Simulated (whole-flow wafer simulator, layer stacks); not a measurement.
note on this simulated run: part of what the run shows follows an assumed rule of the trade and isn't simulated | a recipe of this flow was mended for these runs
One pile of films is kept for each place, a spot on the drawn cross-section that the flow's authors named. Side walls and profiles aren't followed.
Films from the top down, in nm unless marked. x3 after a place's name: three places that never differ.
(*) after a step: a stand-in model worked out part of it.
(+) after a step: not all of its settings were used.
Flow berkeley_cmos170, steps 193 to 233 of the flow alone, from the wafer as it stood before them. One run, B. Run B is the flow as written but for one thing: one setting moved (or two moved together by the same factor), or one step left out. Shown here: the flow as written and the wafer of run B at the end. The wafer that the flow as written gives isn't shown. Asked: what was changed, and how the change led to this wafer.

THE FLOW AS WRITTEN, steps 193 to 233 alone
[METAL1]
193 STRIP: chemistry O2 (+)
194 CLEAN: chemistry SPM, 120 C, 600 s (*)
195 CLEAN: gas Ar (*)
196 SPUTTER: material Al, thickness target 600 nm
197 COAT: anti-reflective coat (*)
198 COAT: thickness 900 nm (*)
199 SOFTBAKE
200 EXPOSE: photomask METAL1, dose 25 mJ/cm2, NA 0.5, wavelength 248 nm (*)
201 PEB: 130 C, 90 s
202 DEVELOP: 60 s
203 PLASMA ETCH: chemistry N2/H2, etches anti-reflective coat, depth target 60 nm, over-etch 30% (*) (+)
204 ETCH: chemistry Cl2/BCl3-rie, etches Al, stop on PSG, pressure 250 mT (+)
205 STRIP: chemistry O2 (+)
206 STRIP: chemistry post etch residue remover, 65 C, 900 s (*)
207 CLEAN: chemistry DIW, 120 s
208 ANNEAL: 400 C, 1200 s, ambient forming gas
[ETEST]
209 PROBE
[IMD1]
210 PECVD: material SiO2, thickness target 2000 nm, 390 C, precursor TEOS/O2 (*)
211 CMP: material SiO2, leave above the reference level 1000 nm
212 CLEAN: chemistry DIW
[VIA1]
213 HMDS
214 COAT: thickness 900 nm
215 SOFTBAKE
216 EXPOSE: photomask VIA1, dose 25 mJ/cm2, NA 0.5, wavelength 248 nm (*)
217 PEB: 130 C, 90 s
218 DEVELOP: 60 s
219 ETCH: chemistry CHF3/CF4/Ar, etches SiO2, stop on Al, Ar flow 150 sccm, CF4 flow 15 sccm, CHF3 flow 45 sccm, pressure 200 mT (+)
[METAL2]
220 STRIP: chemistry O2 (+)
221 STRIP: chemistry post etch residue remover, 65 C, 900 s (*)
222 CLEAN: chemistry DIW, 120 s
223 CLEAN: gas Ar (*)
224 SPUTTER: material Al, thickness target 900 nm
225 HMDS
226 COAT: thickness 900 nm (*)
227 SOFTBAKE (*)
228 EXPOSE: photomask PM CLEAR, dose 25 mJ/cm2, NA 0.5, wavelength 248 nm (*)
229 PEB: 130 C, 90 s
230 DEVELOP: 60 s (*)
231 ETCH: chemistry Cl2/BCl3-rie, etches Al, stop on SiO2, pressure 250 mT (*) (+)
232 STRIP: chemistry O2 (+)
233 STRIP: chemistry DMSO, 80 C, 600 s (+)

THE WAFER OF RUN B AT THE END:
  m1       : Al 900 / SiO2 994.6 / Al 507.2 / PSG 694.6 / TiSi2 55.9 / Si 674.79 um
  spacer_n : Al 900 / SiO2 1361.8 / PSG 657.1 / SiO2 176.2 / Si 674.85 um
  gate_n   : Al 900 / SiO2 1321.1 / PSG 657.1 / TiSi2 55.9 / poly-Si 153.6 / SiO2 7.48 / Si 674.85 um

The cause: step 196, SPUTTER: thickness target 510 nm was run, where the flow has thickness target 600 nm.

How the change led to this, step by step:
  196 SPUTTER: material Al, thickness target 600 nm
      field, mark, sd_n and 8 more: Al +510 (new film) (as written it would be: Al +600 (new film))
      sd_p: Al +486.3 (new film) (as written it would be: Al +575.5 (new film))
      (and at 1 more place)
  197 COAT: anti-reflective coat (*)
      sd_n: anti-reflective coat +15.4 (new film) (as written it would be: anti-reflective coat +17.9 (new film))
      contact: anti-reflective coat +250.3 (new film) (as written it would be: anti-reflective coat +261.1 (new film))
  203 PLASMA ETCH: chemistry N2/H2, etches anti-reflective coat, depth target 60 nm, over-etch 30% (*) (+)
      sd_n: anti-reflective coat -15.4 (all of it) (as written it would be: anti-reflective coat -17.9 (all of it))
  204 ETCH: chemistry Cl2/BCl3-rie, etches Al, stop on PSG, pressure 250 mT (+)
      field, mark, sd_n, spacer_n, gate_n, spacer_p, gate_p: Al -510 (all of it), PSG -37.5 (as written it would be: Al -600 (all of it), PSG -37.5)
      contact, m1, via1, m2, via2: KrF-resist -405 (as written it would be: KrF-resist -450)
      (and at 1 more place)
  205 STRIP: chemistry O2 (+)
      contact: KrF-resist -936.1 (all of it), anti-reflective coat -250.3 (all of it) (as written it would be: KrF-resist -910.9 (all of it), anti-reflective coat -261.1 (all of it))
      m1: KrF-resist -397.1 (all of it), anti-reflective coat -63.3 (all of it) (as written it would be: KrF-resist -352.3 (all of it), anti-reflective coat -63.4 (all of it))
      (and at 3 more places)
  211 CMP: material SiO2, leave above the reference level 1000 nm
      spacer_n, spacer_p: SiO2 -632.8 (as written it would be: SiO2 -542.8)
      gate_n, gate_p: SiO2 -673.6 (as written it would be: SiO2 -583.6)
      (and at 5 more places)
